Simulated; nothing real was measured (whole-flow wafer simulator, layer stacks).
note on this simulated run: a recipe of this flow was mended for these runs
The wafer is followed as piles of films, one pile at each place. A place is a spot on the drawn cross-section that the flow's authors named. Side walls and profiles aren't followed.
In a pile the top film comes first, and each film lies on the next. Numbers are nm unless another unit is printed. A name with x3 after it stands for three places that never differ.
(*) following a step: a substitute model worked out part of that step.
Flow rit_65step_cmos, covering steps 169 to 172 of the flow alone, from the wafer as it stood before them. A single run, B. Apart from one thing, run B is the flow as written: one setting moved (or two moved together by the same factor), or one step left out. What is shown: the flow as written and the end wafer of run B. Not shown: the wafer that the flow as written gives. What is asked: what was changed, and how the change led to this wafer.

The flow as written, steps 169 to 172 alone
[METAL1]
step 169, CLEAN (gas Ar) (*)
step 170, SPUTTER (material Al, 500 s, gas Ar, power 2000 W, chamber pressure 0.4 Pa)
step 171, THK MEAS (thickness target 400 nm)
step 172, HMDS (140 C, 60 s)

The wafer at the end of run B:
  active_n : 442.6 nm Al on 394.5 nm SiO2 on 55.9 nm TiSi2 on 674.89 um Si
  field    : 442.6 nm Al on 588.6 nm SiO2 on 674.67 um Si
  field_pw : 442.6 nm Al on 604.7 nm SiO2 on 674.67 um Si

Cause: step 170, SPUTTER: power 2213 W was run, while the flow as written has power 2000 W.

The path from the change to this, step by step:
  step 170, SPUTTER (material Al, 500 s, gas Ar, power 2000 W, chamber pressure 0.4 Pa)
      field, field_pw, field_nw and 10 more: Al gains 442.6 (new film) (it would be, as written: Al gains 400 (new film))
      contact: Al gains 279.9 (new film) (it would be, as written: Al gains 255.4 (new film))
